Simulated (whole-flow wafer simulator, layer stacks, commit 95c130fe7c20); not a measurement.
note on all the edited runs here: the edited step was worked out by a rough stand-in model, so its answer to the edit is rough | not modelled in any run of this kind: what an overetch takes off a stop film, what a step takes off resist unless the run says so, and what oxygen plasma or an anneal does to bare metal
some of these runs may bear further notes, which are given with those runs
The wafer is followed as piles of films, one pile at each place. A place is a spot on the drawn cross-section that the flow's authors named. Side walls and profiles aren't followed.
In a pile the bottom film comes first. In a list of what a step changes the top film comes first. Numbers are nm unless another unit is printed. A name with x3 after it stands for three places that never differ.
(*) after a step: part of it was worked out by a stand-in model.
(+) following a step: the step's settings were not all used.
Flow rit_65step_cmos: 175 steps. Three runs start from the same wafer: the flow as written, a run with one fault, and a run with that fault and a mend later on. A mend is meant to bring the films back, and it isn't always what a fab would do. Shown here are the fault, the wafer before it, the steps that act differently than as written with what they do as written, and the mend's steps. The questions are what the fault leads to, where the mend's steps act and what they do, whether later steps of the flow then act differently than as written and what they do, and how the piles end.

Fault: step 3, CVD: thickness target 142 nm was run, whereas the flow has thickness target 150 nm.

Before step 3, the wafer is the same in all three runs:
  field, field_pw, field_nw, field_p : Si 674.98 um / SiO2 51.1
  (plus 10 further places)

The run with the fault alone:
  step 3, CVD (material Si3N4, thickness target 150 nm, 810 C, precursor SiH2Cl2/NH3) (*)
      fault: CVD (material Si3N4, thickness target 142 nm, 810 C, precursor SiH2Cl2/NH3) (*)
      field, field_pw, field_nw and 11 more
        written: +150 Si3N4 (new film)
        fault: +142 Si3N4 (new film)
  Steps further on in the flow that do not act as written (52 other steps are not shown; they differ only slightly, by no more than 2% or 0.5 nm, whichever is larger):
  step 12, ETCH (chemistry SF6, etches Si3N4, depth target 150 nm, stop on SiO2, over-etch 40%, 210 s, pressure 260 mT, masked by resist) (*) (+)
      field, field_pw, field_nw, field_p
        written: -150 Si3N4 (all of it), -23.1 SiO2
        fault: -142 Si3N4 (all of it), -26.2 SiO2
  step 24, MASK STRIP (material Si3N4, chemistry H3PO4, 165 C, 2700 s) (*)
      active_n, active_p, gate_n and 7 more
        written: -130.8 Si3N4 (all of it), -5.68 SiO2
        fault: -122.8 Si3N4 (all of it), -5.99 SiO2
  When the end is reached, the piles differ only a little from the flow's at the places that both follow, at most by 2% or 0.5 nm, whichever is larger.

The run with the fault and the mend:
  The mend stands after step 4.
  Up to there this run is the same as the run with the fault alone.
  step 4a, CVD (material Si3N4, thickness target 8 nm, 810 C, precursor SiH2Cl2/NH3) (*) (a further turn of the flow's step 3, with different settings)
      field, field_pw, field_nw and 11 more
        +8 Si3N4
  Later steps of the flow that are run all act as written at every place that is followed.
  By the end, the piles equal the flow's at every place that both follow.
